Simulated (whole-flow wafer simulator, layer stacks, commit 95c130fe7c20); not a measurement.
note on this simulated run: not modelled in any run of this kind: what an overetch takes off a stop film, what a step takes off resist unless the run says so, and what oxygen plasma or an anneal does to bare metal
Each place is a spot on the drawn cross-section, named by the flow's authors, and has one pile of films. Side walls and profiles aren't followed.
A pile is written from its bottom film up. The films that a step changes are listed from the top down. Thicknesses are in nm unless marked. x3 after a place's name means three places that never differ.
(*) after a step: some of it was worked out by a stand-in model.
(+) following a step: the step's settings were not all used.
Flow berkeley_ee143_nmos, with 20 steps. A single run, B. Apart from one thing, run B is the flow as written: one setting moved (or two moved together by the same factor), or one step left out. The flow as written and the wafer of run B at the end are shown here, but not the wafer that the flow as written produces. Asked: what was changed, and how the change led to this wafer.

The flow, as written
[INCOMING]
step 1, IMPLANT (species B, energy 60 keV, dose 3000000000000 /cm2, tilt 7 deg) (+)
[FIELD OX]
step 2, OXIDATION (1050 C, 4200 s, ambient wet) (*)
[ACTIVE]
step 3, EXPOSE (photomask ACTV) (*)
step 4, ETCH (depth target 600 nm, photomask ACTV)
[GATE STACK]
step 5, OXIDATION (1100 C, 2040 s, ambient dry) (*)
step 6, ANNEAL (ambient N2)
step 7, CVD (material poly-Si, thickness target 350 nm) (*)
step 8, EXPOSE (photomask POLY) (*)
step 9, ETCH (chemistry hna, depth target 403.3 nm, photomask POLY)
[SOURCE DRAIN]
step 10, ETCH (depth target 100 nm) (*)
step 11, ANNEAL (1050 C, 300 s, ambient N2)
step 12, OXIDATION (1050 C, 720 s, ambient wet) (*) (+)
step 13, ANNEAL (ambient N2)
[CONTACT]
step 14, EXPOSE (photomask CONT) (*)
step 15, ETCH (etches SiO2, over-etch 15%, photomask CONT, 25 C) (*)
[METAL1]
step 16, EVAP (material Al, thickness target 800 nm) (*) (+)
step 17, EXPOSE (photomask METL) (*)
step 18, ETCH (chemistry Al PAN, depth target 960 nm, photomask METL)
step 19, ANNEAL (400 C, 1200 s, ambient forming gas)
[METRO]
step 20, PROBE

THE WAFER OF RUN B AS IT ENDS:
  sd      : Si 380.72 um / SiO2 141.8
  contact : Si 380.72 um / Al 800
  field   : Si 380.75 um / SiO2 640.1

The reason: step 9, ETCH: depth target 322.7 nm was run, whereas the flow has depth target 403.3 nm.

Step by step, how the change led to this:
  step 9, ETCH (chemistry hna, depth target 403.3 nm, photomask POLY)
      sd, contact, field: poly-Si loses 322.7 (it would be, as written: poly-Si loses 350 (all of it))
  step 10, ETCH (depth target 100 nm) (*)
      sd, contact: nothing (it would be, as written: SiO2 loses 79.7 (all of it))
      field: nothing (it would be, as written: SiO2 loses 100)
  step 12, OXIDATION (1050 C, 720 s, ambient wet) (*) (+)
      sd, contact: poly-Si loses 27.3 (all of it), SiO2 gains 62.1 (it would be, as written: SiO2 gains 189.4 (new film), Si loses 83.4)
      field: poly-Si loses 27.3 (all of it), SiO2 gains 62.1 (it would be, as written: SiO2 gains 69.1, Si loses 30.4)
  step 15, ETCH (etches SiO2, over-etch 15%, photomask CONT, 25 C) (*)
      contact: SiO2 loses 141.8 (all of it) (it would be, as written: SiO2 loses 189.4 (all of it))
